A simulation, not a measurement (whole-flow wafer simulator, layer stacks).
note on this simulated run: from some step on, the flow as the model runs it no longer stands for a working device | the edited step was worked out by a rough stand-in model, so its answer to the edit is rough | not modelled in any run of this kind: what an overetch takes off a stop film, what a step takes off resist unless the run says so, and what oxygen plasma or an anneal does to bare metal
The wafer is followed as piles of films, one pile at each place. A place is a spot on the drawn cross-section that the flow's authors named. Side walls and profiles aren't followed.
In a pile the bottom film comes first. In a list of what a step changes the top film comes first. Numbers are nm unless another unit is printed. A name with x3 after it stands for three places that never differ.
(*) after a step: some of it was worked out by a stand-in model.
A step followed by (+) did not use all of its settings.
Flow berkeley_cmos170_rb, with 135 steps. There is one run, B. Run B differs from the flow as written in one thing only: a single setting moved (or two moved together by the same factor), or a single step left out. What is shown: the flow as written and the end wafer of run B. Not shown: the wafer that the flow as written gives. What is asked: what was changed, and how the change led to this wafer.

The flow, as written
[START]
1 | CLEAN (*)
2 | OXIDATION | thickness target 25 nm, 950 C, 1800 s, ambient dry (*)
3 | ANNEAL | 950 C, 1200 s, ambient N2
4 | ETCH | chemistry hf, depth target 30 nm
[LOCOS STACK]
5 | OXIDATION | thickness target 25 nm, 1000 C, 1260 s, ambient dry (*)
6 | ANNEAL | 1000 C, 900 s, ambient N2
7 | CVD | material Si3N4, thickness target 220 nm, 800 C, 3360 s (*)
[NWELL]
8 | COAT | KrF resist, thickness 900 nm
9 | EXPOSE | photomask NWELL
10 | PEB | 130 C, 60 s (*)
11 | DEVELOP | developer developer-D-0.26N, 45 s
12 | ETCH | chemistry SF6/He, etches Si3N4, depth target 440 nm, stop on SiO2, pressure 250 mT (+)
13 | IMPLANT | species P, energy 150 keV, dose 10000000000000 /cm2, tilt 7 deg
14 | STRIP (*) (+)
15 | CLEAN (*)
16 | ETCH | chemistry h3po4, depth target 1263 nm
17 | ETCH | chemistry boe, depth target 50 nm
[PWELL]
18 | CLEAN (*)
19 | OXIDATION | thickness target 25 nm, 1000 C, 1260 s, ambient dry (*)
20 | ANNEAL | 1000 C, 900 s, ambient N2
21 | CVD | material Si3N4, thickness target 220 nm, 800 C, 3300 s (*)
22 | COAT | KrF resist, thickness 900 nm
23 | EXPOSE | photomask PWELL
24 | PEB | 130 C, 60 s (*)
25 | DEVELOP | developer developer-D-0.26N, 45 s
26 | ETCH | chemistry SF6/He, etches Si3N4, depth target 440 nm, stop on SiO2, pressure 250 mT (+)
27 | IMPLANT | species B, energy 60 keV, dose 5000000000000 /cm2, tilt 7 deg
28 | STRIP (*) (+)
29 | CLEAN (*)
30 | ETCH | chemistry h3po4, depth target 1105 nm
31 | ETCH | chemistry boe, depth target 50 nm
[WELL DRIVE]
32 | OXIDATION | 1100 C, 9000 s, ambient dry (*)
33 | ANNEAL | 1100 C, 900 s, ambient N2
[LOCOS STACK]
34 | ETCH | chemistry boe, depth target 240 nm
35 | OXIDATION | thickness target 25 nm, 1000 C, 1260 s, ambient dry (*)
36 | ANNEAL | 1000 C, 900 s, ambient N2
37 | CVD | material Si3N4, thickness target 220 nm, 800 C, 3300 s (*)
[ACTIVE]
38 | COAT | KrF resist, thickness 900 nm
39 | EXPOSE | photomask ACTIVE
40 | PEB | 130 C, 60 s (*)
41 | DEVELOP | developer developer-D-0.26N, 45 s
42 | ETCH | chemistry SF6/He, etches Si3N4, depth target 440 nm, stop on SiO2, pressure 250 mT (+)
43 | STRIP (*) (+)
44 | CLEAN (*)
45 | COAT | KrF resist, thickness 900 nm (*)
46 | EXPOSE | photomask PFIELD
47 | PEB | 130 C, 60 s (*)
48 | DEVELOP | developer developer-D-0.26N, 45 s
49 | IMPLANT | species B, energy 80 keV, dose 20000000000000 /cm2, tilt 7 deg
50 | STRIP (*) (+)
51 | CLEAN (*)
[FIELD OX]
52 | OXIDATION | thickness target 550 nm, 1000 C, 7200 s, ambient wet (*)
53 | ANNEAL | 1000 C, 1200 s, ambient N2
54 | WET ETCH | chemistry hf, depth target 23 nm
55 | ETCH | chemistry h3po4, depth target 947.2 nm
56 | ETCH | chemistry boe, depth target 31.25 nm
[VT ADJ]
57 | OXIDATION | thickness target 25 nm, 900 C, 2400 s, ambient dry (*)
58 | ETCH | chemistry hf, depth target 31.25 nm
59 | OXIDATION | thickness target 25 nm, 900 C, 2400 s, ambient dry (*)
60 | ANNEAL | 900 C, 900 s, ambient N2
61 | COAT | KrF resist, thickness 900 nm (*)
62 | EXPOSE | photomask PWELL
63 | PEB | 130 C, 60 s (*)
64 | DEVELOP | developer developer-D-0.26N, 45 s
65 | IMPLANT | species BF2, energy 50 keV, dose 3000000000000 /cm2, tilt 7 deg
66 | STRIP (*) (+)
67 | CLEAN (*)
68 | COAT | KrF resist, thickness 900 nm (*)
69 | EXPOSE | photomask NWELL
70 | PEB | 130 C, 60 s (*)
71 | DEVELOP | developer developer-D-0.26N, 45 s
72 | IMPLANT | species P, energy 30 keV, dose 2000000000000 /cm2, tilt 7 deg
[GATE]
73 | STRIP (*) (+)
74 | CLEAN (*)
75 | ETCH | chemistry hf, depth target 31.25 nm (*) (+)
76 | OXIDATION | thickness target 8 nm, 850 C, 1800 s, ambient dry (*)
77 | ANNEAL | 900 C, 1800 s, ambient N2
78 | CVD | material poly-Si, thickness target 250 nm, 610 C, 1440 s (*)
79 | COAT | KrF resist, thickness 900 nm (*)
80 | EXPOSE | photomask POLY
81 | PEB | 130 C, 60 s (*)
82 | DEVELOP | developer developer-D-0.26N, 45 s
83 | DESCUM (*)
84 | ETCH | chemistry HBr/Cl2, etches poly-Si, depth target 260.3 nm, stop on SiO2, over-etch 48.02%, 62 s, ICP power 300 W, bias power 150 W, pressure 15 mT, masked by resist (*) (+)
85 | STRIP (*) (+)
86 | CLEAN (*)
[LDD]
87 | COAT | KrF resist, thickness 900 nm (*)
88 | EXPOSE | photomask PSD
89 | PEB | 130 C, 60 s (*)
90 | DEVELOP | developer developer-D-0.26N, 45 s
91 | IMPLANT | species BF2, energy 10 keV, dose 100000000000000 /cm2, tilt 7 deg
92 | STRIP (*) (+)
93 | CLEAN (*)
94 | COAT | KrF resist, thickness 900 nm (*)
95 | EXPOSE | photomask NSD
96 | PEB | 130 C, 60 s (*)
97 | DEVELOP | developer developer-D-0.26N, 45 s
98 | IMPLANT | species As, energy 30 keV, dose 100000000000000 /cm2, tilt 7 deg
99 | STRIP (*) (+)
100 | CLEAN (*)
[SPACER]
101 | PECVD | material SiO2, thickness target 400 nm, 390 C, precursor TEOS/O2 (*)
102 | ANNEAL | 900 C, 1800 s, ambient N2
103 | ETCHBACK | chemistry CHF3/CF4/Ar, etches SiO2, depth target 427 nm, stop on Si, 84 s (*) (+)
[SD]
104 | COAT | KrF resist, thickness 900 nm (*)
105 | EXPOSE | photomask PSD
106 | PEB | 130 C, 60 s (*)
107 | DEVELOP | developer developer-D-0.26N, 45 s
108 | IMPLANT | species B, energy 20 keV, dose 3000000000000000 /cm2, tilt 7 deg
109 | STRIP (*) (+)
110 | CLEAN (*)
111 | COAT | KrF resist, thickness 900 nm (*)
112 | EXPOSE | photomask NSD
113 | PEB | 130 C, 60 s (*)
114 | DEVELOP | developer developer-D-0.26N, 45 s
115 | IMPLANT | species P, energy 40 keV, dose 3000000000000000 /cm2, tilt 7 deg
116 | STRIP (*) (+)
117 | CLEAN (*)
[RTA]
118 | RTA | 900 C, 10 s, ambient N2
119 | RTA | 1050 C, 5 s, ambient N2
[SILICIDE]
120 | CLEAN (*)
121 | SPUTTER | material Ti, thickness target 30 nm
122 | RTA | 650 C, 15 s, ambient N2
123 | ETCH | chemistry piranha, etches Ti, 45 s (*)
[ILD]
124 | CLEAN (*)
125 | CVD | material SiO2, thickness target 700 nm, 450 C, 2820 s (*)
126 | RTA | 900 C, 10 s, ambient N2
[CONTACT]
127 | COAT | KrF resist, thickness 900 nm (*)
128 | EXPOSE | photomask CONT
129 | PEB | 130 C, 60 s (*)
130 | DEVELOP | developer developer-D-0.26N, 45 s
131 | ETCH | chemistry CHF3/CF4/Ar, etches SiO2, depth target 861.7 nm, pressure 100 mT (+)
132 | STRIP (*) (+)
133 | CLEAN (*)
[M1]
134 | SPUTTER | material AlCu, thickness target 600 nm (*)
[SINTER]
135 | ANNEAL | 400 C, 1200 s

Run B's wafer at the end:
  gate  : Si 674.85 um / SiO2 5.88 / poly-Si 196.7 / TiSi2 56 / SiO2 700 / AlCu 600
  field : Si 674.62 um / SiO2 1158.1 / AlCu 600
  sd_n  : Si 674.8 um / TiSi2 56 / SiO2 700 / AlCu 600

The reason: step 76, OXIDATION: 1170 s was run, whereas the flow has 1800 s.

The path from the change to this, step by step:
  76 | OXIDATION | thickness target 8 nm, 850 C, 1800 s, ambient dry (*)
      sd_n, spacer_n, gate, sd_p, spacer_p, gate_p, contact, m1: SiO2 gains 5.88 (new film), Si loses 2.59 (as written it would have been: SiO2 gains 7.53 (new film), Si loses 3.31)
